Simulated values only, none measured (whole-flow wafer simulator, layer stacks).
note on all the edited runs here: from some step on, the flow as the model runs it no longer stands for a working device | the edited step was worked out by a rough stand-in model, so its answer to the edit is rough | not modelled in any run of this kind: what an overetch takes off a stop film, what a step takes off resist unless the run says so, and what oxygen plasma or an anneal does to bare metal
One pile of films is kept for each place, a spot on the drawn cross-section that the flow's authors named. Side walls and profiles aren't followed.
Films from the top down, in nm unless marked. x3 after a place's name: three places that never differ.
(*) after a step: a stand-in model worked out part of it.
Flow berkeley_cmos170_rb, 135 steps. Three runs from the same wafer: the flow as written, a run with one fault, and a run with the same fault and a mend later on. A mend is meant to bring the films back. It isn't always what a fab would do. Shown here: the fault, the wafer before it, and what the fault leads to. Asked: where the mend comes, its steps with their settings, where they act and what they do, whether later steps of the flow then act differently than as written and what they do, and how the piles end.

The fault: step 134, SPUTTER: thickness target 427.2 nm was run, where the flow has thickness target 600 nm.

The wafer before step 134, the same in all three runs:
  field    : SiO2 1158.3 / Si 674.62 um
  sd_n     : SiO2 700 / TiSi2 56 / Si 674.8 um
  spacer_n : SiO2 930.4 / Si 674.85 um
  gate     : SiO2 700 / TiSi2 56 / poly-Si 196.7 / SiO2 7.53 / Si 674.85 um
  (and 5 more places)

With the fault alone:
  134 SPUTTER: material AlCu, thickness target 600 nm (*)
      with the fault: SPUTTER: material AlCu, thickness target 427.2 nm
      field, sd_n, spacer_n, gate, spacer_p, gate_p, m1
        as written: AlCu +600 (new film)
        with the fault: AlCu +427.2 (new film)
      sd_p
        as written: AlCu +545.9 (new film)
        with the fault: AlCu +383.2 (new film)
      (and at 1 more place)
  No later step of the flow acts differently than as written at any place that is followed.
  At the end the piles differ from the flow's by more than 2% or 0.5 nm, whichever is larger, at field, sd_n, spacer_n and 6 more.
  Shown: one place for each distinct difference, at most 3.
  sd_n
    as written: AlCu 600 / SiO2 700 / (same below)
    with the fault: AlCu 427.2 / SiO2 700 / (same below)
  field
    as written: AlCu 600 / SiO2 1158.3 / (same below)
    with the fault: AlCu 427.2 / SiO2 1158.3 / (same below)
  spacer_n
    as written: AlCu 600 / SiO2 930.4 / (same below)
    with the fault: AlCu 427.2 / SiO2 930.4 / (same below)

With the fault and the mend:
  The mend comes after step 134.
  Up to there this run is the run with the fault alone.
  134a ETCH: chemistry al pan, depth target 491 nm
      field, sd_n, spacer_n, gate, spacer_p, gate_p, m1
        AlCu -427.2 (all of it)
      sd_p
        AlCu -383.2 (all of it)
      contact
        AlCu -299.3 (all of it)
  134b SPUTTER: material AlCu, thickness target 600 nm (*) (the flow's step 134 once more)
      field, sd_n, spacer_n, gate, spacer_p, gate_p, m1
        AlCu +600 (new film)
      sd_p
        AlCu +545.9 (new film)
      contact
        AlCu +415.1 (new film)
  No later step of the flow acts differently than as written at any place that is followed.
  At the end the piles are the same as the flow's at every place that both follow.
